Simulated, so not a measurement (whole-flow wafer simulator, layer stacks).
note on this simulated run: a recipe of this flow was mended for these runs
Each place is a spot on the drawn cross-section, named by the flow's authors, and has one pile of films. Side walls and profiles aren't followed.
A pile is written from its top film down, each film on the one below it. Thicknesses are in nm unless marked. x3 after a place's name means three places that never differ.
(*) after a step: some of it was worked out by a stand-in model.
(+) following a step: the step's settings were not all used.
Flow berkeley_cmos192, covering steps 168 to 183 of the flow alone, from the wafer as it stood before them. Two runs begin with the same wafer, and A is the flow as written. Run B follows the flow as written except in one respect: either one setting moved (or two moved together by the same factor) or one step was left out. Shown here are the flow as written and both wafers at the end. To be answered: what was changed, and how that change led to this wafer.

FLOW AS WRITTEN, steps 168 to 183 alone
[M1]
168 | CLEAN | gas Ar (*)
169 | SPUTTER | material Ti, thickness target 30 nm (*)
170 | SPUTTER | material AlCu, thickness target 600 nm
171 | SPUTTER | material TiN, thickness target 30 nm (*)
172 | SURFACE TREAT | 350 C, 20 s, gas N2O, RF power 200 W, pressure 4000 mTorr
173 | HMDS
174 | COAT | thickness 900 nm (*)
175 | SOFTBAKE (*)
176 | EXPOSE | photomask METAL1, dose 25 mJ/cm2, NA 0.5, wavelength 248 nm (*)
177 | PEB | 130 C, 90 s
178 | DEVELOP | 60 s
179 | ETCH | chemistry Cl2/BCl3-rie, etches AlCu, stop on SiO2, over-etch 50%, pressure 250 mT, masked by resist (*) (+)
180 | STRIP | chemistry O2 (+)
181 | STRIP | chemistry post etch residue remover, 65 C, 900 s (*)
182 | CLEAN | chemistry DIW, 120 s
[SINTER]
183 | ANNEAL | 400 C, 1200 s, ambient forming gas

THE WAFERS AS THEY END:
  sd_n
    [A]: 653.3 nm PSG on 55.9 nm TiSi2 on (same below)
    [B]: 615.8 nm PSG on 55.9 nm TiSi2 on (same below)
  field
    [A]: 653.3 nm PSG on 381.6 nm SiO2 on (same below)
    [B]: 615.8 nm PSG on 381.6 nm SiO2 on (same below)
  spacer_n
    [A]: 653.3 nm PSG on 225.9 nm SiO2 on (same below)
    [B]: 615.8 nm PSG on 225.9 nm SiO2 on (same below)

Cause: step 170, SPUTTER: thickness target 300 nm was run, while the flow as written has thickness target 600 nm.

How this came from the change, step by step:
  170 | SPUTTER | material AlCu, thickness target 600 nm
      field, sd_n, spacer_n, gate, spacer_p, gate_p, m1: A +600 AlCu (new film) | B +300 AlCu (new film)
      sd_p: A +557.4 AlCu (new film) | B +272 AlCu (new film)
      (as well as at 1 more place)
  171 | SPUTTER | material TiN, thickness target 30 nm (*)
      contact: A +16 TiN (new film) | B +18.7 TiN (new film)
  174 | COAT | thickness 900 nm (*)
      contact: A +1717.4 KrF-resist (new film) | B +1620.4 KrF-resist (new film)
  179 | ETCH | chemistry Cl2/BCl3-rie, etches AlCu, stop on SiO2, over-etch 50%, pressure 250 mT, masked by resist (*) (+)
      field, sd_n, spacer_n, gate, spacer_p, gate_p: A -30 TiN (all of it), -600 AlCu (all of it), -30 Ti (all of it), -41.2 PSG | B -30 TiN (all of it), -300 AlCu (all of it), -30 Ti (all of it), -78.8 PSG
      sd_p: A -26.2 TiN (all of it), -557.4 AlCu (all of it), -26.8 Ti (all of it), -47.4 PSG | B -26.5 TiN (all of it), -272 AlCu (all of it), -26.8 Ti (all of it), -83.1 PSG
  180 | STRIP | chemistry O2 (+)
      contact: A -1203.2 KrF-resist (all of it) | B -1106.5 KrF-resist (all of it)
